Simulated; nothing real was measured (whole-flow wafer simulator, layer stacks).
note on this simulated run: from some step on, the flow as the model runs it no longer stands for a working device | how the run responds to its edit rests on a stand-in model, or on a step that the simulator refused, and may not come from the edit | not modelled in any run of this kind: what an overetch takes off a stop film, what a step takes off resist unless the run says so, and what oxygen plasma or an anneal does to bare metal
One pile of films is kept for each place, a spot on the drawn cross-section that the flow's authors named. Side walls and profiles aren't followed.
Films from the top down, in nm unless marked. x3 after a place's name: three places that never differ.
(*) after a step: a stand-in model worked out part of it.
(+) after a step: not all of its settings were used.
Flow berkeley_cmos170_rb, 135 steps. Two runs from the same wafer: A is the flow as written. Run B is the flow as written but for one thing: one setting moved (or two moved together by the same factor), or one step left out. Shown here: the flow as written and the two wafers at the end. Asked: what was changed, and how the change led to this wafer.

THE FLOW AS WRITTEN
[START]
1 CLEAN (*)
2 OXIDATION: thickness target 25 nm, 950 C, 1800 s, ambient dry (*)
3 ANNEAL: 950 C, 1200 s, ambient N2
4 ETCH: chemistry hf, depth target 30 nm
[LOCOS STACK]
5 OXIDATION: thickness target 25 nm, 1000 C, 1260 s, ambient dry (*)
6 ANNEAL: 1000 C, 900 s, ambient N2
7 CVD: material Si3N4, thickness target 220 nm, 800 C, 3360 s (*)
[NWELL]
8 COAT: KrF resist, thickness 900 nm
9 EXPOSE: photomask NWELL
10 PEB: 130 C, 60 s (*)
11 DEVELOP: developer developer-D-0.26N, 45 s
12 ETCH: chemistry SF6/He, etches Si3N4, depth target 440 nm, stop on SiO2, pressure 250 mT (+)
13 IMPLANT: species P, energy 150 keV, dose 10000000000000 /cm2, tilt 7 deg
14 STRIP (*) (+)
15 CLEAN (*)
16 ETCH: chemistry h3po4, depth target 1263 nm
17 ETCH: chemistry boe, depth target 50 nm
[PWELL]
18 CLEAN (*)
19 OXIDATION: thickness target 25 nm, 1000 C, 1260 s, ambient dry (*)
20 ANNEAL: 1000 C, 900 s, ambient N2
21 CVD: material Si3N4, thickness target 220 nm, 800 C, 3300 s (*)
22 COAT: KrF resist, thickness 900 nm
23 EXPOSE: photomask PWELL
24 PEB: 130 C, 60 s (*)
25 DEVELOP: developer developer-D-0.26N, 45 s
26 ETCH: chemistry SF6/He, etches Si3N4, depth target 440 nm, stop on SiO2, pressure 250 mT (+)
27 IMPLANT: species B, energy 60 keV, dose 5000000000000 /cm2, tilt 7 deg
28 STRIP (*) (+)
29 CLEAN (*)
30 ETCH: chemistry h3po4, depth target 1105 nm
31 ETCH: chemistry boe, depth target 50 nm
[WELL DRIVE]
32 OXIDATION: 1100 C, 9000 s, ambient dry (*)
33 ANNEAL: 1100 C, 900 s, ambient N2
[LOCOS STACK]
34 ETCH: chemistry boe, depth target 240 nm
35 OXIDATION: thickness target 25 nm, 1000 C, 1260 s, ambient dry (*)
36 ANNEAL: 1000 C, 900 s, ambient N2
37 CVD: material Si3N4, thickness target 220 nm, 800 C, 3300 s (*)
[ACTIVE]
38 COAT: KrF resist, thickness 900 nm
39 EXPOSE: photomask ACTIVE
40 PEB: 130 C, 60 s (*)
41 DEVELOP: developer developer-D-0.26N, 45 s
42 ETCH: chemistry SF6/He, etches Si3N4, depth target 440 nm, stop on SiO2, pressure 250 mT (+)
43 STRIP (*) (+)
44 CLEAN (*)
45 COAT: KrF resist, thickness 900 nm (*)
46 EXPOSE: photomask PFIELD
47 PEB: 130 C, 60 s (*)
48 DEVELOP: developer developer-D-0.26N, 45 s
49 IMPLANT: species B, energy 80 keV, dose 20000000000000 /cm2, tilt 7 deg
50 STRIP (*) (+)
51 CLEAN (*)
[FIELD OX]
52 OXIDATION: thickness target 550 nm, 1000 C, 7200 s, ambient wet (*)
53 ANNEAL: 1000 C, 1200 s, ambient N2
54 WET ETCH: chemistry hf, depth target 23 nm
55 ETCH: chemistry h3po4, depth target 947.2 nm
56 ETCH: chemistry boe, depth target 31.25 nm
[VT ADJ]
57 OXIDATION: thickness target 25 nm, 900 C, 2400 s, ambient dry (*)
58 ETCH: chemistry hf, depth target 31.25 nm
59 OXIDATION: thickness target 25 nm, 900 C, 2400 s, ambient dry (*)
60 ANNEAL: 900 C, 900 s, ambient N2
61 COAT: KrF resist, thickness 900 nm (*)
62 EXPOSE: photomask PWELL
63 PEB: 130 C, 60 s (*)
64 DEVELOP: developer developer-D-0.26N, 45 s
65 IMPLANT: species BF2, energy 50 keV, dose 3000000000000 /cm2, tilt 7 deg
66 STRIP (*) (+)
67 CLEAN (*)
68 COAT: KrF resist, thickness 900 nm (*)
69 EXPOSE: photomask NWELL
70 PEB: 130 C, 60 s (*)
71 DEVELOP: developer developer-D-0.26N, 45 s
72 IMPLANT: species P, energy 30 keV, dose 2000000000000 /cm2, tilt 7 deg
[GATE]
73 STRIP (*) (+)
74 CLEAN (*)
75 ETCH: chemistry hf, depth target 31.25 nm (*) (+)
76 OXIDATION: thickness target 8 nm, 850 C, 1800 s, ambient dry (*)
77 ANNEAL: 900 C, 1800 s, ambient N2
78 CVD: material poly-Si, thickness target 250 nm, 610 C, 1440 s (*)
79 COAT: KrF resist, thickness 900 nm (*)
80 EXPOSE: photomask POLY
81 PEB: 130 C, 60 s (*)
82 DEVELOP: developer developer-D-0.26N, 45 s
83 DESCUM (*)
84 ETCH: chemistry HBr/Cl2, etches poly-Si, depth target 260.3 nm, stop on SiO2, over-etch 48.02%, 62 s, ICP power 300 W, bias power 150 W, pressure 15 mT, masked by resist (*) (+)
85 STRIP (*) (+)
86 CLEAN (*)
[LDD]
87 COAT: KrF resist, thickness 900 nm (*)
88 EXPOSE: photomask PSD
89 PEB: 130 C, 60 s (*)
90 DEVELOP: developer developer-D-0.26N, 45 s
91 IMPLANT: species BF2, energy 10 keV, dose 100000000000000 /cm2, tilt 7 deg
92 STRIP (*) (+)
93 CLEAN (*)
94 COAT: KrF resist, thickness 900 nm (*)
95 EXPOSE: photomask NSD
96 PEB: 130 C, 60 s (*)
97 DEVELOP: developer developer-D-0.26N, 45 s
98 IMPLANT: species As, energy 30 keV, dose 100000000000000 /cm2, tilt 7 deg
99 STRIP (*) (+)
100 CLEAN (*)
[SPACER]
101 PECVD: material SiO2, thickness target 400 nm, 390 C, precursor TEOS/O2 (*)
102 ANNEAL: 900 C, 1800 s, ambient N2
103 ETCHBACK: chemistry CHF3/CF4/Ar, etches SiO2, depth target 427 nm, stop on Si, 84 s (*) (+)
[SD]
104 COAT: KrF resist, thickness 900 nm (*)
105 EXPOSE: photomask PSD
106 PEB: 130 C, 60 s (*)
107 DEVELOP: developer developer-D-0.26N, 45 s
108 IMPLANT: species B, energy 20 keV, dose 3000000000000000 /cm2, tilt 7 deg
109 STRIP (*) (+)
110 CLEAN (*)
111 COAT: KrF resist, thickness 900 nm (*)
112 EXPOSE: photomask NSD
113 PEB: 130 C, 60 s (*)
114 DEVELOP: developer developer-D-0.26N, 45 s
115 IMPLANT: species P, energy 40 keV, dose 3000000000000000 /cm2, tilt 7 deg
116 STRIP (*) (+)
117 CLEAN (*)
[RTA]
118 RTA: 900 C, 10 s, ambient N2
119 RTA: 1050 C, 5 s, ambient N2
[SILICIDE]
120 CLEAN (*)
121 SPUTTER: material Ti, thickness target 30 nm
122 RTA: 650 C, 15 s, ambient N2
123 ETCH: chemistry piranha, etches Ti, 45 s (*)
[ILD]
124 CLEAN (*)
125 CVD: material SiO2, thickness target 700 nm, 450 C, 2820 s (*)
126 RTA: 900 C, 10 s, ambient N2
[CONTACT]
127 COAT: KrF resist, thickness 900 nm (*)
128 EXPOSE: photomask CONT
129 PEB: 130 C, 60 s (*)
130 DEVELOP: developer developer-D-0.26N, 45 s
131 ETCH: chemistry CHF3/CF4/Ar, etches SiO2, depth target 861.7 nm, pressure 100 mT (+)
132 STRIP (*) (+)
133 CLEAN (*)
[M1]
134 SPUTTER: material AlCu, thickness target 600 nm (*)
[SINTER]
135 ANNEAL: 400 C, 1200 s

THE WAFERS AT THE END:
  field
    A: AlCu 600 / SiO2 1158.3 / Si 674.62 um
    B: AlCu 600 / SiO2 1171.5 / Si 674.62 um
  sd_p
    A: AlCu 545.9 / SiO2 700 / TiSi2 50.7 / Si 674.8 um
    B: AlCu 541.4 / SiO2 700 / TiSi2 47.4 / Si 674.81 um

The cause: step 58, ETCH: depth target 17.94 nm was run, where the flow has depth target 31.25 nm.

How the change led to this, step by step:
  58 ETCH: chemistry hf, depth target 31.25 nm
      field: A SiO2 -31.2 | B SiO2 -17.9
  121 SPUTTER: material Ti, thickness target 30 nm
      sd_p: A Ti +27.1 (new film) | B Ti +25.4 (new film)
  122 RTA: 650 C, 15 s, ambient N2
      sd_p: A Ti -21.1, TiSi first +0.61 (new film), TiSi2 C49 +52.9 (new film), Si -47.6 | B Ti -19.8, TiSi2 C49 +50.3 (new film), Si -44.9
  126 RTA: 900 C, 10 s, ambient N2
      sd_p: A under 1 film: TiSi2 +50.7 (new film), TiSi first -0.61 (all of it), TiSi2 C49 -52.9 (all of it), Si -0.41 | B under 1 film: TiSi2 +47.4 (new film), TiSi2 C49 -50.3 (all of it)
